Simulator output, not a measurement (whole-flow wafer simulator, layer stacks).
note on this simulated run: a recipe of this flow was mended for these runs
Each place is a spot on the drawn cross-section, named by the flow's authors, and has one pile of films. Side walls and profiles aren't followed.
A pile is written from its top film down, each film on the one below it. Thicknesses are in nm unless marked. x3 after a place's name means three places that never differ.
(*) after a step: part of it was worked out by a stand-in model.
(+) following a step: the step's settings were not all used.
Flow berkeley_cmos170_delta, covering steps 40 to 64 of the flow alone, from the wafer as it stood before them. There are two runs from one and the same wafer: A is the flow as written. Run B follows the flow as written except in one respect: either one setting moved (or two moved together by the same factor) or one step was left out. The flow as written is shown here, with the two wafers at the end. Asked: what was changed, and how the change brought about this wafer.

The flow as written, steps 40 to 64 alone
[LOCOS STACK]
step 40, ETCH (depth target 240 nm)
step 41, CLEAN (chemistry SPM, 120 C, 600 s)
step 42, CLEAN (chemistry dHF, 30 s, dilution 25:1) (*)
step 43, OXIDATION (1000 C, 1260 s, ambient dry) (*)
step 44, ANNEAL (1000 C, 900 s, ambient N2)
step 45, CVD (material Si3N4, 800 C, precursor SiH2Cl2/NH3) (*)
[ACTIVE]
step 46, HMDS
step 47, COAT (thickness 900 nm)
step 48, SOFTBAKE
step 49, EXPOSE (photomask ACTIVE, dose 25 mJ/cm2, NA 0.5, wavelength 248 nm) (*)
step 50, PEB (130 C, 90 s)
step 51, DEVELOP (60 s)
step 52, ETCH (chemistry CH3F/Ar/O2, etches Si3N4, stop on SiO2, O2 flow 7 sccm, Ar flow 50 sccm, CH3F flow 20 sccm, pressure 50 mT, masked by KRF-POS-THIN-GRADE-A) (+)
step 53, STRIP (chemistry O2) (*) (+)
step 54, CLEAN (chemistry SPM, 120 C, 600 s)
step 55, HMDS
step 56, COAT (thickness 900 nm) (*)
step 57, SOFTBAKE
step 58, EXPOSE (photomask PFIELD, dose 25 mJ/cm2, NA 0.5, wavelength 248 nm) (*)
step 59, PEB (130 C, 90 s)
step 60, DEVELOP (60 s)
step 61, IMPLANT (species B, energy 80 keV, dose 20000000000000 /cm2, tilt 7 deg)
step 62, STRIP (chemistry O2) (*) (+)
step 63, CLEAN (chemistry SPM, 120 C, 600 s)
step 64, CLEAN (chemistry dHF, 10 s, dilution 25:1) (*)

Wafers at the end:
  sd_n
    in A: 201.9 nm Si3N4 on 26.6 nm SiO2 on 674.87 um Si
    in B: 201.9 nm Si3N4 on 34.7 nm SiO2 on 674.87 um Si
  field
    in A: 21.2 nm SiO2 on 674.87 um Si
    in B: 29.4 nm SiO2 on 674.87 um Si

The reason: step 40, ETCH: depth target 180 nm was run, while the flow as written has depth target 240 nm.

How this came from the change, step by step:
  step 40, ETCH (depth target 240 nm)
      field, sd_n, spacer_n and 6 more: A SiO2 loses 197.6 (all of it) | B SiO2 loses 180
  step 41, CLEAN (chemistry SPM, 120 C, 600 s)
      field, sd_n, spacer_n and 6 more: A chemical SiO2 gains 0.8 (new film), Si loses 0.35 | B nothing
  step 42, CLEAN (chemistry dHF, 30 s, dilution 25:1) (*)
      field, sd_n, spacer_n and 6 more: A chemical SiO2 loses 0.8 (all of it) | B SiO2 loses 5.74
  step 43, OXIDATION (1000 C, 1260 s, ambient dry) (*)
      field, sd_n, spacer_n and 6 more: A SiO2 gains 26.6 (new film), Si loses 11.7 | B SiO2 gains 22.8, Si loses 10
